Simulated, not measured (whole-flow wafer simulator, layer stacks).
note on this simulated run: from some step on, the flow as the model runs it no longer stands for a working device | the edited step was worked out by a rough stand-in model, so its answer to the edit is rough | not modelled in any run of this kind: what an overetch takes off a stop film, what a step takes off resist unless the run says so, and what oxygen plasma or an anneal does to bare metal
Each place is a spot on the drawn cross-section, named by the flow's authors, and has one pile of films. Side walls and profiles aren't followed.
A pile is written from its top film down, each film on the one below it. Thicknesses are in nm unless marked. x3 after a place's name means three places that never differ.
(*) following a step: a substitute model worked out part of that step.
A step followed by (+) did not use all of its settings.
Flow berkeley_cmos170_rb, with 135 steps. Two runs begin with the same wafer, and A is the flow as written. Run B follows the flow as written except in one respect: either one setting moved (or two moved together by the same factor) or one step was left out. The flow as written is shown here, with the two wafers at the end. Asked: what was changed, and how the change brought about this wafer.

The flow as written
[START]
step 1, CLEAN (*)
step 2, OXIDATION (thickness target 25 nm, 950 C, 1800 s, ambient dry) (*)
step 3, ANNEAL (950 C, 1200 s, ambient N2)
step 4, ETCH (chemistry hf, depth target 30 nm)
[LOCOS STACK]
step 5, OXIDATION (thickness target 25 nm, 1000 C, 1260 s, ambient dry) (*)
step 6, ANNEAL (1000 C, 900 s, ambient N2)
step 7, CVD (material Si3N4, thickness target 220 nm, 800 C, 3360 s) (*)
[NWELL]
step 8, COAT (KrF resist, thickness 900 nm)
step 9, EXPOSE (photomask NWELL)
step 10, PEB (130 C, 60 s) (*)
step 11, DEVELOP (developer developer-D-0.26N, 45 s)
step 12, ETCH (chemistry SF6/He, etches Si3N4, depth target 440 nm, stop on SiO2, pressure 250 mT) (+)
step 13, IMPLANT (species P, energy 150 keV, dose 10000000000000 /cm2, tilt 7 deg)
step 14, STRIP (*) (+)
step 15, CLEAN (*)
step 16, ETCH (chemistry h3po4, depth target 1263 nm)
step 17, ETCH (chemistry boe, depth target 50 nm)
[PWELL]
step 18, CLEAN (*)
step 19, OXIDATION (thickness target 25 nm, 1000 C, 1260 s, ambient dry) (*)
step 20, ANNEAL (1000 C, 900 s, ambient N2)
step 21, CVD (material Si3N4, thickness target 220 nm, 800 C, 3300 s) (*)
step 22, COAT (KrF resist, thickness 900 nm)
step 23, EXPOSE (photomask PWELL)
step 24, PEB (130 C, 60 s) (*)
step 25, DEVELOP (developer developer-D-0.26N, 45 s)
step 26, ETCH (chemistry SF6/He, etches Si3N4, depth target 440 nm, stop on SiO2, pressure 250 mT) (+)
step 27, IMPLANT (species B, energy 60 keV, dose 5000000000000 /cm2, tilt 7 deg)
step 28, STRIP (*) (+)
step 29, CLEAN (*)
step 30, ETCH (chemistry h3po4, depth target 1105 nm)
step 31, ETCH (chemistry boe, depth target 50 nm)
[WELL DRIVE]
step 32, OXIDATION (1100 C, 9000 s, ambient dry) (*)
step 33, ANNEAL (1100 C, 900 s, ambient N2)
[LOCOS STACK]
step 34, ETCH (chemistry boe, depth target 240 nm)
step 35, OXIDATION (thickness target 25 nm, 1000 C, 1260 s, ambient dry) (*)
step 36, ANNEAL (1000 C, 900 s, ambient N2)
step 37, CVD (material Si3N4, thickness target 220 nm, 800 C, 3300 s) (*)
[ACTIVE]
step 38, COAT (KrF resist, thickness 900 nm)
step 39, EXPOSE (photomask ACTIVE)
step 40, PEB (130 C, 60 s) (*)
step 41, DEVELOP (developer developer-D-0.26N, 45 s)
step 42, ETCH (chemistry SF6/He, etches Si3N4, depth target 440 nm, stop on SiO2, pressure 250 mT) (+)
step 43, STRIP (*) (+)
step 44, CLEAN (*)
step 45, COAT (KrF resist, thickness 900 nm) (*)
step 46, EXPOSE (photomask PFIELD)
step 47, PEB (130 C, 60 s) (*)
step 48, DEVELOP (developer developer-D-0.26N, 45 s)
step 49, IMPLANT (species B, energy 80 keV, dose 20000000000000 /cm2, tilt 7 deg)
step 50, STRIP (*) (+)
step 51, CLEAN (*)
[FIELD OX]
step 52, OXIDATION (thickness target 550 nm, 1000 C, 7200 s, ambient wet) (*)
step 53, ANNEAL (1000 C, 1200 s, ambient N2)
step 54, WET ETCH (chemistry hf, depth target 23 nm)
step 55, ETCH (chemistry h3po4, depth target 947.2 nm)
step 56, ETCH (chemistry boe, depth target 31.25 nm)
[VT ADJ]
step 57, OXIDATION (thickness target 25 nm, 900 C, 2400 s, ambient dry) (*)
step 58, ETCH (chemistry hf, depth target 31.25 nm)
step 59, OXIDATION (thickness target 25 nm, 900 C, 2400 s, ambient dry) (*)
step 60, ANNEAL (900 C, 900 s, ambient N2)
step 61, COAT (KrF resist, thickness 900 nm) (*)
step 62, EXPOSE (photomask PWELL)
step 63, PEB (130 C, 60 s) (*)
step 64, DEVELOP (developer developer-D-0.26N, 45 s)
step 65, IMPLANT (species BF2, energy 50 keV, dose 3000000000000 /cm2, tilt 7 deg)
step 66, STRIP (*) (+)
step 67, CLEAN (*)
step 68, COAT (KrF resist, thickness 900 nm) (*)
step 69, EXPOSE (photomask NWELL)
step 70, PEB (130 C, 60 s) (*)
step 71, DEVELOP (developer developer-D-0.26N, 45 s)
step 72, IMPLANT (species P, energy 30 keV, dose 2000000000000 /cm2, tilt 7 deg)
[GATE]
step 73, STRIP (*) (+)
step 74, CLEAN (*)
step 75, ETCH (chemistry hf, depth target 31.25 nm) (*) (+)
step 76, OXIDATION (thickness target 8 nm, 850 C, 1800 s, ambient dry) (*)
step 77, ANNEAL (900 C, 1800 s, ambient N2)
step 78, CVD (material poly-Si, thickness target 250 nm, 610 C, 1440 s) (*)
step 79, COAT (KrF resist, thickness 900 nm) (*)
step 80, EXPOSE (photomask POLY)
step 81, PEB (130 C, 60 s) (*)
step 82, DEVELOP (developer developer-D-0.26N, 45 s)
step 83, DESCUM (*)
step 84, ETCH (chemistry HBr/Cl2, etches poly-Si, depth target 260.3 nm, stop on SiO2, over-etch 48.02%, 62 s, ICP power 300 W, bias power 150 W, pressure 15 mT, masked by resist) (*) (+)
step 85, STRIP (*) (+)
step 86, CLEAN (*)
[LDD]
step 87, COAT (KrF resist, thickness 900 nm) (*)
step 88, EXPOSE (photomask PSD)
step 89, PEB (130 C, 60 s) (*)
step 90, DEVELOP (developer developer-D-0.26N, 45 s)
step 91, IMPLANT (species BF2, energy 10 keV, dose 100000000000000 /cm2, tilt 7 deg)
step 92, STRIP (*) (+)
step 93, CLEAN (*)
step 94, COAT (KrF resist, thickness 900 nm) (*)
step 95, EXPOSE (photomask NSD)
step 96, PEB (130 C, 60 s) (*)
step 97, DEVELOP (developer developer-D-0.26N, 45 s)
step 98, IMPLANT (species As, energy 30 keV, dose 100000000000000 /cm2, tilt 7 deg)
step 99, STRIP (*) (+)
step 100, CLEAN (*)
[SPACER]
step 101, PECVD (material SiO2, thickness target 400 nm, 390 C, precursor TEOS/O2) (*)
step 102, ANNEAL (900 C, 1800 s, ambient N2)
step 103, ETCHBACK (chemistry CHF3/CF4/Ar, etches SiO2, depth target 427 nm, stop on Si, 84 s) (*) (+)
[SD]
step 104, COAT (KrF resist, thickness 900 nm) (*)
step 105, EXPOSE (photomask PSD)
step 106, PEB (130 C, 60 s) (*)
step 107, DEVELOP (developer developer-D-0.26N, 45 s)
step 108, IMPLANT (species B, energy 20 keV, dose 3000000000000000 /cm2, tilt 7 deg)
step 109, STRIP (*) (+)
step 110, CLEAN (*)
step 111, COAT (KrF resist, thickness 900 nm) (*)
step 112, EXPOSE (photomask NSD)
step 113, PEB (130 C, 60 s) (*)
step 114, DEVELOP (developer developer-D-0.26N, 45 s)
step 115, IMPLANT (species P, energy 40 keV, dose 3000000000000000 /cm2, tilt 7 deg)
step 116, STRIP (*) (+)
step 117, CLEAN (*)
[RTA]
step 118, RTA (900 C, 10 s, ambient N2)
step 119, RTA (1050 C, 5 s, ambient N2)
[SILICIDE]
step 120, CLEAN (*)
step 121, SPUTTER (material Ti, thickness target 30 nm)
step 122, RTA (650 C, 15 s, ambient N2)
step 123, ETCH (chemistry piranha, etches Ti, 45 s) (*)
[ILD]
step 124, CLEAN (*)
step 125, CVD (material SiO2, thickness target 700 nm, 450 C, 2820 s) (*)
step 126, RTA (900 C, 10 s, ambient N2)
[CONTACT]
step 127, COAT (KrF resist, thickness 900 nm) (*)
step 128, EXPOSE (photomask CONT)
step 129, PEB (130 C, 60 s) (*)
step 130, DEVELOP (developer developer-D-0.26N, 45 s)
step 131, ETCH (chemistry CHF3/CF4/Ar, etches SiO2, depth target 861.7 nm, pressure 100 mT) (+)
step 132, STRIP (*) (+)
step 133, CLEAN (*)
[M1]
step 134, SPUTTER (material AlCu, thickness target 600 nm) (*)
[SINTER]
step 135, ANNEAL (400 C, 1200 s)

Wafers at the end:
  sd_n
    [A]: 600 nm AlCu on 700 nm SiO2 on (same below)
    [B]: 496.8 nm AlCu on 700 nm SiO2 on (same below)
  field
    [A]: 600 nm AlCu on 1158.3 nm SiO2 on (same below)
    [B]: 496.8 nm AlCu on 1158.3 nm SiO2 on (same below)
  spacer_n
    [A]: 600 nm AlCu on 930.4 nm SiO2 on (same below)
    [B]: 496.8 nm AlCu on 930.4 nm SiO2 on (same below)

Cause: step 134, SPUTTER: thickness target 496.8 nm was run, though the flow has thickness target 600 nm.
One can read it off the wafer: sd_n has AlCu 496.8, and step 134 as written asks for 600 nm.

Step by step, how the change led to this:
  step 134, SPUTTER (material AlCu, thickness target 600 nm) (*)
      field, sd_n, spacer_n, gate, spacer_p, gate_p, m1: A AlCu gains 600 (new film) | B AlCu gains 496.8 (new film)
      sd_p: A AlCu gains 545.9 (new film) | B AlCu gains 448 (new film)
      (as well as at 1 more place)
